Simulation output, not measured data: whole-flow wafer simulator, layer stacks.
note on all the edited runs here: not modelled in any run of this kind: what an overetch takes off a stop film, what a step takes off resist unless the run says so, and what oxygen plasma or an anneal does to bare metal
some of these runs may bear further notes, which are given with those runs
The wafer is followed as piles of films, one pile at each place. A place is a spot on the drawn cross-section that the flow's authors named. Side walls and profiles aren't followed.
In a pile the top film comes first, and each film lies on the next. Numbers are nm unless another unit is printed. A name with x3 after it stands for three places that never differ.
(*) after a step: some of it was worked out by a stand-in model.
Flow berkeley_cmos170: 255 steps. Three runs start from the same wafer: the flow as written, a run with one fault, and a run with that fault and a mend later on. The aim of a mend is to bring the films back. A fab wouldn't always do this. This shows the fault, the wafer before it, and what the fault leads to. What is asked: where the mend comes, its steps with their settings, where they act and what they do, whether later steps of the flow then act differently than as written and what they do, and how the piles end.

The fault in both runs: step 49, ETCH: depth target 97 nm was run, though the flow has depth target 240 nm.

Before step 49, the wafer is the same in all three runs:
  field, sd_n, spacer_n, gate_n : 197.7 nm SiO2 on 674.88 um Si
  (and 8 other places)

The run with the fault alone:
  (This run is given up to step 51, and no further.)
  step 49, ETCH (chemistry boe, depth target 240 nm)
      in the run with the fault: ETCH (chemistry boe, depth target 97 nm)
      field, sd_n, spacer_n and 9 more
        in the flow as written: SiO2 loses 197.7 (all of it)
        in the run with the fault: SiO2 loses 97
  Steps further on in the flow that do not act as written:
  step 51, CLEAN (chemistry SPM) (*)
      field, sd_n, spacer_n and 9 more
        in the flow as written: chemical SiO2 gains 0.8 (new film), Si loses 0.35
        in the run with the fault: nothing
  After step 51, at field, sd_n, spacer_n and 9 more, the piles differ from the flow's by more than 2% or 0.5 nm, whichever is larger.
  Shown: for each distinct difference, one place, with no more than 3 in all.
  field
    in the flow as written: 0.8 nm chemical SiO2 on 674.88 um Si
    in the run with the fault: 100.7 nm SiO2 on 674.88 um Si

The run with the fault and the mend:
  The mend stands after step 50.
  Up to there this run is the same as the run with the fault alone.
  step 50a, ETCH (chemistry boe, depth target 143 nm) (the flow's step 49, run once more with other settings)
      field, sd_n, spacer_n and 9 more
        SiO2 loses 100.7 (all of it)
  None of the later steps of the flow acts differently than as written at any place that is followed.
  At every place that both follow, the piles at the end match the flow's.
